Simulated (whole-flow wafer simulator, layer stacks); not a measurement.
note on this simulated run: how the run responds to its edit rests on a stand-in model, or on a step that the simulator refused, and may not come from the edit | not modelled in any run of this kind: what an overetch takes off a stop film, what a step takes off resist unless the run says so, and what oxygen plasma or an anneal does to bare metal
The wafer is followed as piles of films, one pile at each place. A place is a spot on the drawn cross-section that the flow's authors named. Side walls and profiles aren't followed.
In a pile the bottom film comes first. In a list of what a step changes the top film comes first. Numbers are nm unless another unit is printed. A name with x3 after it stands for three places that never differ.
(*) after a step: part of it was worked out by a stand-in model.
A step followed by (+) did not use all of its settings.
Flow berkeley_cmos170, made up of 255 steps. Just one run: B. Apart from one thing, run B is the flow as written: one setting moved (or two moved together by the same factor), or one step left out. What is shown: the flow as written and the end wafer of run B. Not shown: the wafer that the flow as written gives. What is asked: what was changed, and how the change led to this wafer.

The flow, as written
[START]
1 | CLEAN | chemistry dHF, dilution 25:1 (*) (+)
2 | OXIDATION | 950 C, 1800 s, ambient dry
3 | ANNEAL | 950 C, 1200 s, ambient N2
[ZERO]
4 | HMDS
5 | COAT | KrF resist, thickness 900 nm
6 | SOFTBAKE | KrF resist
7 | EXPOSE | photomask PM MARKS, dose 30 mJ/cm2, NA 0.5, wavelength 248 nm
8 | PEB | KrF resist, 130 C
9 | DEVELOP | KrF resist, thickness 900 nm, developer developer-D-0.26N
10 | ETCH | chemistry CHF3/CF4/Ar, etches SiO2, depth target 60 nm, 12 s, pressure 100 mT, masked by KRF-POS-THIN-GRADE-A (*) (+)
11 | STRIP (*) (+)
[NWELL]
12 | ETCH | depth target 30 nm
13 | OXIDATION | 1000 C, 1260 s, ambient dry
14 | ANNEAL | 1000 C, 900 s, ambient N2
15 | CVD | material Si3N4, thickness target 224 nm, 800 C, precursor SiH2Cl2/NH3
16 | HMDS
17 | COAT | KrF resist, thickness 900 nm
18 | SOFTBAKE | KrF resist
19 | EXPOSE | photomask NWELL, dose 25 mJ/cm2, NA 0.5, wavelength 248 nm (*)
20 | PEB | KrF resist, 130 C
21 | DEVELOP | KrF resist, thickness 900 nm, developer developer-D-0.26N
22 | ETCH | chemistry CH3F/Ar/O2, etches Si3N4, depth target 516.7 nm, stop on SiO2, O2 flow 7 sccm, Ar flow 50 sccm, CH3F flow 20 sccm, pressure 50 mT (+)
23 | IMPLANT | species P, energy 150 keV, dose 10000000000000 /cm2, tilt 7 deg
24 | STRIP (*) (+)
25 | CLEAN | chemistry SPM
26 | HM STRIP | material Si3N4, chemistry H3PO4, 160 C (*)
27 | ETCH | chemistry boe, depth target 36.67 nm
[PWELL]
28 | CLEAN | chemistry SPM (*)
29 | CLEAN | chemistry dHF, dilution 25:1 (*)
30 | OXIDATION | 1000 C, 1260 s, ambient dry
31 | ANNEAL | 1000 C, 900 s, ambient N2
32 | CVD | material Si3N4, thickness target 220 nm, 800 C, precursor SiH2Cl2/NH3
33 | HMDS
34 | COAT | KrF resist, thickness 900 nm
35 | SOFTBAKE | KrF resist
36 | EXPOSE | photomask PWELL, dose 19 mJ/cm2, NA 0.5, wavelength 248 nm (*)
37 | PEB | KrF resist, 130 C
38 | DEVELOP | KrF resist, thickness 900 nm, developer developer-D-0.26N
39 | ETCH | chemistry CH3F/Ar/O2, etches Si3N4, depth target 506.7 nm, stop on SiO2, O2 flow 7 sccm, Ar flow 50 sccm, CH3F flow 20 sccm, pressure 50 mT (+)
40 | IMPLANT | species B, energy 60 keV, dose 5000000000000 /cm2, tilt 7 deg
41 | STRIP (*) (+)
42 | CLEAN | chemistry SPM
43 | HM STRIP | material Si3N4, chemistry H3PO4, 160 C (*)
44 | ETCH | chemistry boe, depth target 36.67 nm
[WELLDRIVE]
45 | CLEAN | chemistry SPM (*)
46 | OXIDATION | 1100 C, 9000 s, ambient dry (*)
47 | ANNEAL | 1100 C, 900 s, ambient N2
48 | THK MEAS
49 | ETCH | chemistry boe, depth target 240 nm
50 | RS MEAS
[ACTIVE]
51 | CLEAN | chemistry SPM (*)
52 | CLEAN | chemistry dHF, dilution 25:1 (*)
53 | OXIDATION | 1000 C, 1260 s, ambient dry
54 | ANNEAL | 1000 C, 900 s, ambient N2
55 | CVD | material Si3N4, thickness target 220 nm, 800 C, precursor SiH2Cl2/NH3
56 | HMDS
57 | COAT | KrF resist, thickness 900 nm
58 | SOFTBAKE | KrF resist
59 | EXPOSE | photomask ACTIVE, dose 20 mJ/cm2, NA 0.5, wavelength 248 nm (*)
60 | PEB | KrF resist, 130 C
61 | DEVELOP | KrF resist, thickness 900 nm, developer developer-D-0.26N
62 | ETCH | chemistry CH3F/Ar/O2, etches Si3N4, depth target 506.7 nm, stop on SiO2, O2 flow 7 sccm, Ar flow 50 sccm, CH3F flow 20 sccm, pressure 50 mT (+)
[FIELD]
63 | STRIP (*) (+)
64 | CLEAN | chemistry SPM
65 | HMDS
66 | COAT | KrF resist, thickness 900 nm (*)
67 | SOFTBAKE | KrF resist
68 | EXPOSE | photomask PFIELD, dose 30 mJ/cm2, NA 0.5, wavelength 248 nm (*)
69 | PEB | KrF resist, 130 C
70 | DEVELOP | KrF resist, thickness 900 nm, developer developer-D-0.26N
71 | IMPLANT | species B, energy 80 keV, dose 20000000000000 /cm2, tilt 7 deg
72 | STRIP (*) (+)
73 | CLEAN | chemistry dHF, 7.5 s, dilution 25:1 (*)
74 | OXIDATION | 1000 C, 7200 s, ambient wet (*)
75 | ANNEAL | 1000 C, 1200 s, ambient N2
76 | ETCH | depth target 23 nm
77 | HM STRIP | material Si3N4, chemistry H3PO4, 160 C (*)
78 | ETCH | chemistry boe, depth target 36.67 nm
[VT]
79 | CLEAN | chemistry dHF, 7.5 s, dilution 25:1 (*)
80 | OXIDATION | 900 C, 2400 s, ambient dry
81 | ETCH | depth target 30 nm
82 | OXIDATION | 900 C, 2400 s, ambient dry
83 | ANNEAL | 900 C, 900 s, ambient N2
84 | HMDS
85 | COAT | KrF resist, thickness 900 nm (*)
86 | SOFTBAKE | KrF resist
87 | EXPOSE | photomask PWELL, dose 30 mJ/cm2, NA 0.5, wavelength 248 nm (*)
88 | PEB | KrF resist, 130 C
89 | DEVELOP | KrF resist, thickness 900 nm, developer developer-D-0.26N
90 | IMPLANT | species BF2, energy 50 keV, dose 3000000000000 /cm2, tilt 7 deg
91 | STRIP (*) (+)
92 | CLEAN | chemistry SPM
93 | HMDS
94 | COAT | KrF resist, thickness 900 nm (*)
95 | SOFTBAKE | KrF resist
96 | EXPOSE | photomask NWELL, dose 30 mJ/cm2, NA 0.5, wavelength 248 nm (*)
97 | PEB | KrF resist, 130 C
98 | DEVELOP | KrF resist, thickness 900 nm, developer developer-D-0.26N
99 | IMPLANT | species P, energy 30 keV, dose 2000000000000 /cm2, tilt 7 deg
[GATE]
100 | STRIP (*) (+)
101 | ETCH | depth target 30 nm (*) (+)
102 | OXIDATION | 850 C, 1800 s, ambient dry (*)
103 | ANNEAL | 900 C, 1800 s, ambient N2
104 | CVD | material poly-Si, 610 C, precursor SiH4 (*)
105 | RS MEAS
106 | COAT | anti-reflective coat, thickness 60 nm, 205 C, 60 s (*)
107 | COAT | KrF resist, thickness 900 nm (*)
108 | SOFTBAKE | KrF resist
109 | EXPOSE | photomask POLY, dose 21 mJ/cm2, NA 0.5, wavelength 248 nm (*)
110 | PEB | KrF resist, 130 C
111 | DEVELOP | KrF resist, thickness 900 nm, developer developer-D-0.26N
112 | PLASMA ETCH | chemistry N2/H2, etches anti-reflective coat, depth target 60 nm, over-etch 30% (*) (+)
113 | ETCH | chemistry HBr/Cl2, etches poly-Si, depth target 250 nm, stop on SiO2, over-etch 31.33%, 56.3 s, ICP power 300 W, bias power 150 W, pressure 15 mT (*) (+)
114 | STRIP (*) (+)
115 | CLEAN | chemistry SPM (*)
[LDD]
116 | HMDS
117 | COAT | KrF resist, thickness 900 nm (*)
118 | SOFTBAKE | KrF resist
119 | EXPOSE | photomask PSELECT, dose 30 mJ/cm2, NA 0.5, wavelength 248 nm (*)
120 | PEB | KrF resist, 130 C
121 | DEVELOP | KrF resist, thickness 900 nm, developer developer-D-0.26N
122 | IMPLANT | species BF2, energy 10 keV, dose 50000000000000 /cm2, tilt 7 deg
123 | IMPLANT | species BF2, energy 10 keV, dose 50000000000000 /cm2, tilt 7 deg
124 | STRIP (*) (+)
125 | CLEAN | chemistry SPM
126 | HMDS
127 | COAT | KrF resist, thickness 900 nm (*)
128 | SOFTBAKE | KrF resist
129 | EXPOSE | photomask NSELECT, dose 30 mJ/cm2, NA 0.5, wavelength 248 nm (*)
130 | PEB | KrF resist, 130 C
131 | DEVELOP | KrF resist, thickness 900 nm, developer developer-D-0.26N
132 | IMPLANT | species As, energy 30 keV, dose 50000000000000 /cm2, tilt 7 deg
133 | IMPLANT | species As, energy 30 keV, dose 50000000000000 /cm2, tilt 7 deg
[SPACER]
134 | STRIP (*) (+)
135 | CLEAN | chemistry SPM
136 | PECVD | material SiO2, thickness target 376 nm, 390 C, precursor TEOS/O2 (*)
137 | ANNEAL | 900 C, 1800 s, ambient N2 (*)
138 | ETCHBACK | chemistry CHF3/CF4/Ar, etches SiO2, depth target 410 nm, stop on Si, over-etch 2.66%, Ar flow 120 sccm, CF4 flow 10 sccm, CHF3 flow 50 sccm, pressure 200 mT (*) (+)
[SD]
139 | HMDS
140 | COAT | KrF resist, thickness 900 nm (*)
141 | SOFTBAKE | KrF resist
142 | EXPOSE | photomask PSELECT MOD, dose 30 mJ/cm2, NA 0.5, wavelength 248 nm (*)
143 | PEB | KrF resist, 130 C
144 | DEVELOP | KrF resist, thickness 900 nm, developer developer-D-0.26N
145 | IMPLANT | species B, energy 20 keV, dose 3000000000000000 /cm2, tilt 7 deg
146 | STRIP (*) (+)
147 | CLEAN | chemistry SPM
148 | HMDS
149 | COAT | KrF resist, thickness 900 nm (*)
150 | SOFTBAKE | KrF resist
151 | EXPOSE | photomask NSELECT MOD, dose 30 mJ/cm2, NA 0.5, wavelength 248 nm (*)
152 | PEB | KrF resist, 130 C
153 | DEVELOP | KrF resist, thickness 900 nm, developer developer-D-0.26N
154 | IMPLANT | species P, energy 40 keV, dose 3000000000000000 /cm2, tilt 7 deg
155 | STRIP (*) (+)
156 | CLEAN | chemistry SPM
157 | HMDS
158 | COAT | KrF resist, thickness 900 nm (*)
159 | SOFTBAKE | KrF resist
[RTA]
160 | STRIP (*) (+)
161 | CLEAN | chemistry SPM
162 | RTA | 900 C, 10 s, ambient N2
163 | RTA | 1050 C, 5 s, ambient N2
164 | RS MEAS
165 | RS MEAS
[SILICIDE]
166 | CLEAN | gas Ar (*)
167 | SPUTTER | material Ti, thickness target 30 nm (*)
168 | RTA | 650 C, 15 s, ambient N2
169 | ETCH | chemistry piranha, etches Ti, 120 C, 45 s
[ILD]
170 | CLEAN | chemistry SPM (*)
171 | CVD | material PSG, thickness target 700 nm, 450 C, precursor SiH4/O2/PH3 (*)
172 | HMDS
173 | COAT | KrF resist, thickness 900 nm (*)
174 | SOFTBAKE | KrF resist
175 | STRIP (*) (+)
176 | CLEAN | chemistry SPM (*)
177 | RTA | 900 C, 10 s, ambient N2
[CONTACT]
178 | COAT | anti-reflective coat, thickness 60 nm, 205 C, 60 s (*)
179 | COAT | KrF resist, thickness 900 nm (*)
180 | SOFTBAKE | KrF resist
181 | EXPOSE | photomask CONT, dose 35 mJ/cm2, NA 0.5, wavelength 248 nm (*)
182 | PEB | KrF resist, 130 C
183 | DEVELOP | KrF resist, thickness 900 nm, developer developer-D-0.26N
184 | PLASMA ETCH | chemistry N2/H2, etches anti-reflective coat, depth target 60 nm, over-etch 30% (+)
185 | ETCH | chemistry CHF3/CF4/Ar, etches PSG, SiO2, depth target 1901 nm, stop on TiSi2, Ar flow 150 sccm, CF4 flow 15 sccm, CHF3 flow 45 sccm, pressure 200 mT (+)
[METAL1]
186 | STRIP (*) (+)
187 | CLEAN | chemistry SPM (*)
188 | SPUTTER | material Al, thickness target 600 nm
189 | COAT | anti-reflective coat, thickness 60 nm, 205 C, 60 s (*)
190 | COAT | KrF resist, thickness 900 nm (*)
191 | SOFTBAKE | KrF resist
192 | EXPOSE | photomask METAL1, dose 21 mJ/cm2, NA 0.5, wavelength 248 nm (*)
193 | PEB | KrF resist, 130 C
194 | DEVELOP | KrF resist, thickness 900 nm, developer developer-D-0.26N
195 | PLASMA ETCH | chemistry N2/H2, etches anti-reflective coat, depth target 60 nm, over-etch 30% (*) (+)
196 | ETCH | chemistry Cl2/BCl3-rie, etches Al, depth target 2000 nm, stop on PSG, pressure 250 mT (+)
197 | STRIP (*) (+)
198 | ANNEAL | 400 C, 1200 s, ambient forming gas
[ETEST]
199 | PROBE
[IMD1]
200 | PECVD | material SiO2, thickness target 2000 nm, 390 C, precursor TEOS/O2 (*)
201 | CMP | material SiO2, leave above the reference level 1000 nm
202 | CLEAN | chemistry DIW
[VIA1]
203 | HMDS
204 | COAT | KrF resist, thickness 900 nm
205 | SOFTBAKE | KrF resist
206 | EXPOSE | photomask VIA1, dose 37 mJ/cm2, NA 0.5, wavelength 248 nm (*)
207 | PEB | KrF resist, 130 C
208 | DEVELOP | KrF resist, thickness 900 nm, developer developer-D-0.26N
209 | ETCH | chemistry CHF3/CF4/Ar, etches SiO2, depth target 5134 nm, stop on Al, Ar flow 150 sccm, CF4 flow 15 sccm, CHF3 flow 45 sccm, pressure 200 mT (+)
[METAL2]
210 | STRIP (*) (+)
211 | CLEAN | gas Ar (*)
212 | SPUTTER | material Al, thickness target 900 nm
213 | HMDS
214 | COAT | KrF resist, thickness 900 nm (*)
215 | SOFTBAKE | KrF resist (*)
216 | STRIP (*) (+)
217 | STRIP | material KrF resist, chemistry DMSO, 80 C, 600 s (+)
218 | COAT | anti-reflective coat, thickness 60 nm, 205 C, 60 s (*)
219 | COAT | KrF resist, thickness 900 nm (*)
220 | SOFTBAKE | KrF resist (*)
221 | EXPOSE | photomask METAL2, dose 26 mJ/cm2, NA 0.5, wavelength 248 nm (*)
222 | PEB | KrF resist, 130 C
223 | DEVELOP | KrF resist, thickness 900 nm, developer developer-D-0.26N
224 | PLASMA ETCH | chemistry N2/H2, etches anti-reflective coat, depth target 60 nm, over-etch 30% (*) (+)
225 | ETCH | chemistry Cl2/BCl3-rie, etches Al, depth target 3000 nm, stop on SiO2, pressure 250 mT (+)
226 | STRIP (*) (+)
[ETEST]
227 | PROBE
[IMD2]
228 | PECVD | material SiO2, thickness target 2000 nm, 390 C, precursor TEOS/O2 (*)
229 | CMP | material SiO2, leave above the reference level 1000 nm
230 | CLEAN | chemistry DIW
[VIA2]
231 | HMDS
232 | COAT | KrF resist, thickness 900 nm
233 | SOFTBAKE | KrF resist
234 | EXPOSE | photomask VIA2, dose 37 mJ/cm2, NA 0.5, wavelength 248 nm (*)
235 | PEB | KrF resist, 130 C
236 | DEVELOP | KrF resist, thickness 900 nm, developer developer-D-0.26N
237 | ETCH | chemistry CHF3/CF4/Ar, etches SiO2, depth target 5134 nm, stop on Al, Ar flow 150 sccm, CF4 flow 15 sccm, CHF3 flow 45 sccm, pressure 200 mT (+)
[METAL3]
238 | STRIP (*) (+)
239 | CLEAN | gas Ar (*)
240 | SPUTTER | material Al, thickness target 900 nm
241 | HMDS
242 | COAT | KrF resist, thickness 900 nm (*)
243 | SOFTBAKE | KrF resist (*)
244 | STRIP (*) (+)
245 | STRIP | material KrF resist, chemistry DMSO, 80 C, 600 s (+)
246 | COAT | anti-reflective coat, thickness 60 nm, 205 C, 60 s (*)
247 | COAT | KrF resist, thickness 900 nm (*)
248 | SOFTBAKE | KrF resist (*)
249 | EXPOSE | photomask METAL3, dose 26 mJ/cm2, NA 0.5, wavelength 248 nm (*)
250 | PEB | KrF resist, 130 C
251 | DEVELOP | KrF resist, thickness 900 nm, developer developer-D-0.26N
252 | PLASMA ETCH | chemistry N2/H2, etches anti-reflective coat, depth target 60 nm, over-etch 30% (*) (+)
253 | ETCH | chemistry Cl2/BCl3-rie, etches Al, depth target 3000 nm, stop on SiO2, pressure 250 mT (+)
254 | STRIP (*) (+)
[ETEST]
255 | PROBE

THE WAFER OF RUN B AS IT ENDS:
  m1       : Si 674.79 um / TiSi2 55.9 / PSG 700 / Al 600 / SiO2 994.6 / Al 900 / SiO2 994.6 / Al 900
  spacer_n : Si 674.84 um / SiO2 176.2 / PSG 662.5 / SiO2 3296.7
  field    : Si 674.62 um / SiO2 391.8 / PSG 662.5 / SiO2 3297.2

The reason: step 53, OXIDATION: 1100 C was run, whereas the flow has 1000 C.

How this came from the change, step by step:
  53 | OXIDATION | 1000 C, 1260 s, ambient dry
      field, sd_n, spacer_n and 9 more: SiO2 gains 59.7 (new film), Si loses 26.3 (as written it would have been: SiO2 gains 26.6 (new film), Si loses 11.7)
  74 | OXIDATION | 1000 C, 7200 s, ambient wet (*)
      sd_n, sd_p: SiO2 gains 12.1 (new film), Si3N4 loses 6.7, SiO2 gains 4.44, Si loses 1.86 (as written it would have been: SiO2 gains 12.1 (new film), Si3N4 loses 6.7, SiO2 gains 0.07, Si loses 0.07)
      field: SiO2 gains 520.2, Si loses 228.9 (as written it would have been: SiO2 gains 542, Si loses 238.5)
  78 | ETCH | chemistry boe, depth target 36.67 nm
      sd_n, spacer_n, gate_n and 8 more: SiO2 loses 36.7 (as written it would have been: SiO2 loses 24.6 (all of it))
  79 | CLEAN | chemistry dHF, 7.5 s, dilution 25:1 (*)
      sd_n, spacer_n, gate_n and 8 more: SiO2 loses 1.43 (as written it would have been: nothing)
  80 | OXIDATION | 900 C, 2400 s, ambient dry
      spacer_n, gate_n, spacer_p and 6 more: SiO2 gains 10.2, Si loses 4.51 (as written it would have been: SiO2 gains 14.9 (new film), Si loses 6.57)
      sd_n, sd_p: SiO2 gains 9.62, Si loses 4.23 (as written it would have been: SiO2 gains 14.9 (new film), Si loses 6.57)
  81 | ETCH | depth target 30 nm
      sd_n, sd_p: SiO2 loses 30 (as written it would have been: SiO2 loses 14.9 (all of it))
      spacer_n, gate_n, spacer_p and 6 more: SiO2 loses 29.8 (all of it) (as written it would have been: SiO2 loses 14.9 (all of it))
  82 | OXIDATION | 900 C, 2400 s, ambient dry
      sd_n, sd_p: SiO2 gains 12, Si loses 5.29 (as written it would have been: SiO2 gains 14.9 (new film), Si loses 6.57)
  101 | ETCH | depth target 30 nm (*) (+)
      sd_n, sd_p: SiO2 loses 15.7 (all of it) (as written it would have been: SiO2 loses 14.9 (all of it))
  106 | COAT | anti-reflective coat, thickness 60 nm, 205 C, 60 s (*)
      sd_n: anti-reflective coat gains 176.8 (new film) (as written it would have been: anti-reflective coat gains 158.6 (new film))
      spacer_n: anti-reflective coat gains 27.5 (new film) (as written it would have been: anti-reflective coat gains 31.5 (new film))
      (also at 8 further places)
  112 | PLASMA ETCH | chemistry N2/H2, etches anti-reflective coat, depth target 60 nm, over-etch 30% (*) (+)
      field: anti-reflective coat loses 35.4 (all of it), poly-Si loses 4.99 (as written it would have been: anti-reflective coat loses 34.7 (all of it), poly-Si loses 4.4)
      sd_n: anti-reflective coat loses 176.8 (all of it), poly-Si loses 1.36 (as written it would have been: anti-reflective coat loses 158.6 (all of it), poly-Si loses 1.22)
      (also at 8 further places)
  114 | STRIP (*) (+)
      gate_n: chemical SiO2 gains 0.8 (new film), KrF resist loses 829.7 (all of it), anti-reflective coat loses 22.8 (all of it), poly-Si loses 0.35 (as written it would have been: chemical SiO2 gains 0.8 (new film), KrF resist loses 812.6 (all of it), anti-reflective coat loses 27.3 (all of it), poly-Si loses 0.35)
      gate_p: chemical SiO2 gains 0.8 (new film), KrF resist loses 791.7 (all of it), anti-reflective coat loses 27 (all of it), poly-Si loses 0.35 (as written it would have been: chemical SiO2 gains 0.8 (new film), KrF resist loses 782.1 (all of it), anti-reflective coat loses 29.6 (all of it), poly-Si loses 0.35)
  178 | COAT | anti-reflective coat, thickness 60 nm, 205 C, 60 s (*)
      sd_n: anti-reflective coat gains 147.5 (new film) (as written it would have been: anti-reflective coat gains 135.1 (new film))
      gate_n: anti-reflective coat gains 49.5 (new film) (as written it would have been: anti-reflective coat gains 48.3 (new film))
      (also at 3 further places)
  184 | PLASMA ETCH | chemistry N2/H2, etches anti-reflective coat, depth target 60 nm, over-etch 30% (+)
      field, sd_n, spacer_n and 8 more: KrF resist loses 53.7 (as written it would have been: KrF resist loses 52.6)
      contact: anti-reflective coat loses 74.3 (all of it), PSG loses 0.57 (as written it would have been: anti-reflective coat loses 72.8 (all of it), PSG loses 0.56)
  186 | STRIP (*) (+)
      sd_n: KrF resist loses 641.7 (all of it), anti-reflective coat loses 147.5 (all of it) (as written it would have been: KrF resist loses 643.8 (all of it), anti-reflective coat loses 135.1 (all of it))
      gate_n: KrF resist loses 562.1 (all of it), anti-reflective coat loses 49.5 (all of it) (as written it would have been: KrF resist loses 553.1 (all of it), anti-reflective coat loses 48.3 (all of it))
      (also at 2 further places)
  189 | COAT | anti-reflective coat, thickness 60 nm, 205 C, 60 s (*)
      gate_n: anti-reflective coat gains 49.6 (new film) (as written it would have been: anti-reflective coat gains 48 (new film))
      sd_p: anti-reflective coat gains 89.5 (new film) (as written it would have been: anti-reflective coat gains 86.5 (new film))
      (also at 2 further places)
  195 | PLASMA ETCH | chemistry N2/H2, etches anti-reflective coat, depth target 60 nm, over-etch 30% (*) (+)
      contact, m1, via1, m2, via2: KrF resist loses 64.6 (as written it would have been: KrF resist loses 62.5)
      gate_n: anti-reflective coat loses 49.6 (all of it) (as written it would have been: anti-reflective coat loses 48 (all of it))
      (also at 2 further places)
  ... another 2 steps ...
  201 | CMP | material SiO2, leave above the reference level 1000 nm
      field: SiO2 loses 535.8 (as written it would have been: SiO2 loses 517)
